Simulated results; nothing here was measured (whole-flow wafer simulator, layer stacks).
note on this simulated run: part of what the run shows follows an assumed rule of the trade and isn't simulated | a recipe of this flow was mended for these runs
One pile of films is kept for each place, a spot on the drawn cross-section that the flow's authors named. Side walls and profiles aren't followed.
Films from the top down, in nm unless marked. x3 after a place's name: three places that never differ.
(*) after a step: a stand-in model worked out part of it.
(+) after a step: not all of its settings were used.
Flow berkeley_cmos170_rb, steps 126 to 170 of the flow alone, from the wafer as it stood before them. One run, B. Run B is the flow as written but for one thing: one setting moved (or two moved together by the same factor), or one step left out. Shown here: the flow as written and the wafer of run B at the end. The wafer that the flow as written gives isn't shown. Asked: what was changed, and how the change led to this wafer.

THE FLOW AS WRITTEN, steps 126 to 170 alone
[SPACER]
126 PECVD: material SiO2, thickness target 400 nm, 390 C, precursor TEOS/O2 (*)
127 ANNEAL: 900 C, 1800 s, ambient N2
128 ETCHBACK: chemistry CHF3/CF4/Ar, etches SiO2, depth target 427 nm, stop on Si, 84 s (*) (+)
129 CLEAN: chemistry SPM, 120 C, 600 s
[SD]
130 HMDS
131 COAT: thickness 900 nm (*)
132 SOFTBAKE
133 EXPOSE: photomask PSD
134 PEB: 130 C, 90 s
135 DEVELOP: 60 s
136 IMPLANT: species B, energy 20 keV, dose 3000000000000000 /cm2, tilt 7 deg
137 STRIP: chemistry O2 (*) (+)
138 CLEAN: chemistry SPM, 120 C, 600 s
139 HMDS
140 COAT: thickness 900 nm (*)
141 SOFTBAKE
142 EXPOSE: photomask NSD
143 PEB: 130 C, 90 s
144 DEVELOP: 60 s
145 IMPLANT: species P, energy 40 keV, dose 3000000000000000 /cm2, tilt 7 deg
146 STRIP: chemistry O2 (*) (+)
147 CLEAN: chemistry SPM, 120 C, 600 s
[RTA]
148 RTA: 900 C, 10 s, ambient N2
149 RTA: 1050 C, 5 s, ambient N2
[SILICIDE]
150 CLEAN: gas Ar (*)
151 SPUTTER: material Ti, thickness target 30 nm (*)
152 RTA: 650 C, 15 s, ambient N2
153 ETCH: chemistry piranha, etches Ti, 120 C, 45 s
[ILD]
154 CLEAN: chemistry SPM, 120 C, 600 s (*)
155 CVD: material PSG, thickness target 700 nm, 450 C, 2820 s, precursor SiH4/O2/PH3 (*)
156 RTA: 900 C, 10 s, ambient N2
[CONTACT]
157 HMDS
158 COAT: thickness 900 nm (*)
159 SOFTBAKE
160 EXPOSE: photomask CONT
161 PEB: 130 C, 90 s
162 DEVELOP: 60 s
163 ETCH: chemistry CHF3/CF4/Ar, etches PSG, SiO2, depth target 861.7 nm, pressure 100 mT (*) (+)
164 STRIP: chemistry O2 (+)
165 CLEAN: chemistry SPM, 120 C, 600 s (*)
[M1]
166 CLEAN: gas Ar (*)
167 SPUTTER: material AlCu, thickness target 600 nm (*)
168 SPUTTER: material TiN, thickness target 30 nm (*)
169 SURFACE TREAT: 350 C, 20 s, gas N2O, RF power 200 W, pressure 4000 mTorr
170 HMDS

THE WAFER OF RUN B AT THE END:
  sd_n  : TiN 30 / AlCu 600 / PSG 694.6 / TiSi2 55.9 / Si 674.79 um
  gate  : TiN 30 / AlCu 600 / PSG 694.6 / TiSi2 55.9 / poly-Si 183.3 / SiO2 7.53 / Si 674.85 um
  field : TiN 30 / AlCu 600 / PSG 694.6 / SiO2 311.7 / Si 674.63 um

The cause: step 126, PECVD: thickness target 314 nm was run, where the flow has thickness target 400 nm.

How the change led to this, step by step:
  126 PECVD: material SiO2, thickness target 400 nm, 390 C, precursor TEOS/O2 (*)
      field, sd_n, contact, m1: SiO2 +314 (as written it would be: SiO2 +400)
      spacer_n, sd_p, spacer_p: SiO2 +302.8 (as written it would be: SiO2 +385.3)
      (and at 2 more places)
  128 ETCHBACK: chemistry CHF3/CF4/Ar, etches SiO2, depth target 427 nm, stop on Si, 84 s (*) (+)
      spacer_n, spacer_p: SiO2 -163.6 (as written it would be: SiO2 -160.1)
      gate, gate_p: SiO2 -314 (all of it), chemical SiO2 -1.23 (all of it), poly-Si -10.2 (as written it would be: SiO2 -400 (all of it), chemical SiO2 -1.23 (all of it), poly-Si -2.34)
      (and at 4 more places)
  131 COAT: thickness 900 nm (*)
      sd_n: KrF-resist +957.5 (new film) (as written it would be: KrF-resist +1002.7 (new film))
      spacer_n: KrF-resist +828.6 (new film) (as written it would be: KrF-resist +791.7 (new film))
      (and at 6 more places)
  135 DEVELOP: 60 s
      sd_p: KrF-resist -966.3 (all of it) (as written it would be: KrF-resist -1006.4 (all of it))
      spacer_p: KrF-resist -823.9 (all of it) (as written it would be: KrF-resist -783.4 (all of it))
      (and at 1 more place)
  137 STRIP: chemistry O2 (*) (+)
      gate: KrF-resist -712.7 (all of it), chemical SiO2 +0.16 (as written it would be: KrF-resist -754.1 (all of it), chemical SiO2 +0.17, poly-Si -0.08)
      sd_n: KrF-resist -940.4 (all of it), chemical SiO2 +0.16, Si -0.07 (as written it would be: KrF-resist -985.4 (all of it), chemical SiO2 +0.17, Si -0.07)
      (and at 3 more places)
  140 COAT: thickness 900 nm (*)
      sd_n: KrF-resist +957.5 (new film) (as written it would be: KrF-resist +1002.3 (new film))
      spacer_n: KrF-resist +828.6 (new film) (as written it would be: KrF-resist +791.4 (new film))
      (and at 6 more places)
  144 DEVELOP: 60 s
      sd_n: KrF-resist -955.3 (all of it) (as written it would be: KrF-resist -1000 (all of it))
      spacer_n: KrF-resist -826.8 (all of it) (as written it would be: KrF-resist -789.7 (all of it))
      (and at 3 more places)
  146 STRIP: chemistry O2 (*) (+)
      sd_p: KrF-resist -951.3 (all of it), chemical SiO2 +0.07 (as written it would be: KrF-resist -991.3 (all of it), chemical SiO2 +0.07)
      spacer_p: KrF-resist -809 (all of it) (as written it would be: KrF-resist -768.5 (all of it))
      (and at 1 more place)
  151 SPUTTER: material Ti, thickness target 30 nm (*)
      sd_p: Ti +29 (new film) (as written it would be: Ti +27.9 (new film))
  152 RTA: 650 C, 15 s, ambient N2
      sd_p: Ti -22.6, TiSi first +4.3 (new film), TiSi2 C49 +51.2 (new film), Si -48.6 (as written it would be: Ti -21.8, TiSi first +2.13 (new film), TiSi2 C49 +52.2 (new film), Si -48)
  155 CVD: material PSG, thickness target 700 nm, 450 C, 2820 s, precursor SiH4/O2/PH3 (*)
      sd_p: PSG +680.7 (new film) (as written it would be: PSG +664.1 (new film))
  156 RTA: 900 C, 10 s, ambient N2
      sd_p: under 1 film: TiSi2 +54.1 (new film), TiSi first -4.2 (all of it), TiSi2 C49 -51.2 (all of it), Si -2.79 (as written it would be: under 1 film: TiSi2 +52 (new film), TiSi first -2.02 (all of it), TiSi2 C49 -52.2 (all of it), Si -1.34)
  158 COAT: thickness 900 nm (*)
      sd_n: KrF-resist +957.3 (new film) (as written it would be: KrF-resist +1005.1 (new film))
      spacer_n: KrF-resist +856.7 (new film) (as written it would be: KrF-resist +830.5 (new film))
      (and at 6 more places)
  162 DEVELOP: 60 s
      contact: KrF-resist -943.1 (all of it) (as written it would be: KrF-resist -980.6 (all of it))
  164 STRIP: chemistry O2 (+)
      sd_n: KrF-resist -724.8 (all of it) (as written it would be: KrF-resist -772.5 (all of it))
      spacer_n: KrF-resist -624.4 (all of it) (as written it would be: KrF-resist -598.3 (all of it))
      (and at 5 more places)
  167 SPUTTER: material AlCu, thickness target 600 nm (*)
      sd_p: AlCu +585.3 (new film) (as written it would be: AlCu +549.6 (new film))
  168 SPUTTER: material TiN, thickness target 30 nm (*)
      sd_p: TiN +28 (new film) (as written it would be: TiN +25.8 (new film))
